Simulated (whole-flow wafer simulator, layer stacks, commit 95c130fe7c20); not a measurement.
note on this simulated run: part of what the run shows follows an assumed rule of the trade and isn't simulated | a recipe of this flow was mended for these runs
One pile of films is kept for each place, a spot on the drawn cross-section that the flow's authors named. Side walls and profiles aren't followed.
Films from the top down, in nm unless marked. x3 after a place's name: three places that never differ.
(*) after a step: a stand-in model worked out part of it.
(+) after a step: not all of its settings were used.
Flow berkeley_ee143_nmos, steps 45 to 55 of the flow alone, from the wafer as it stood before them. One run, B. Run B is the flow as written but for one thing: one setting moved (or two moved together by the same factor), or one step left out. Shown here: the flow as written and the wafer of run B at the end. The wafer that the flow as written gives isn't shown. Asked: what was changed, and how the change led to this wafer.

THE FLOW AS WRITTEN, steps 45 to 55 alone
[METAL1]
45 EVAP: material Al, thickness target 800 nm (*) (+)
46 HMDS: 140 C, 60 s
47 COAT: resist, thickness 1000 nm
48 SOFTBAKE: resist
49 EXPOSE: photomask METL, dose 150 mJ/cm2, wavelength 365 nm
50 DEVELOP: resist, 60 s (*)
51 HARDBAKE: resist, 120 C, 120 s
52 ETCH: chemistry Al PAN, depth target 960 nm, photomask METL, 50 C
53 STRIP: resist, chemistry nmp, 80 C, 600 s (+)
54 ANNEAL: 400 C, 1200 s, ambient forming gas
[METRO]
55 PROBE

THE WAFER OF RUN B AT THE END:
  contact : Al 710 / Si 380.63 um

The cause: step 45, EVAP: thickness target 710 nm was run, where the flow has thickness target 800 nm.
It can be read off the wafer: contact has Al 710, and step 45 as written asks for 800 nm.

How the change led to this, step by step:
  45 EVAP: material Al, thickness target 800 nm (*) (+)
      gate, sd, contact, field: Al +710 (new film) (as written it would be: Al +800 (new film))
  52 ETCH: chemistry Al PAN, depth target 960 nm, photomask METL, 50 C
      gate, sd, field: Al -696.7 (all of it) (as written it would be: Al -786.7 (all of it))
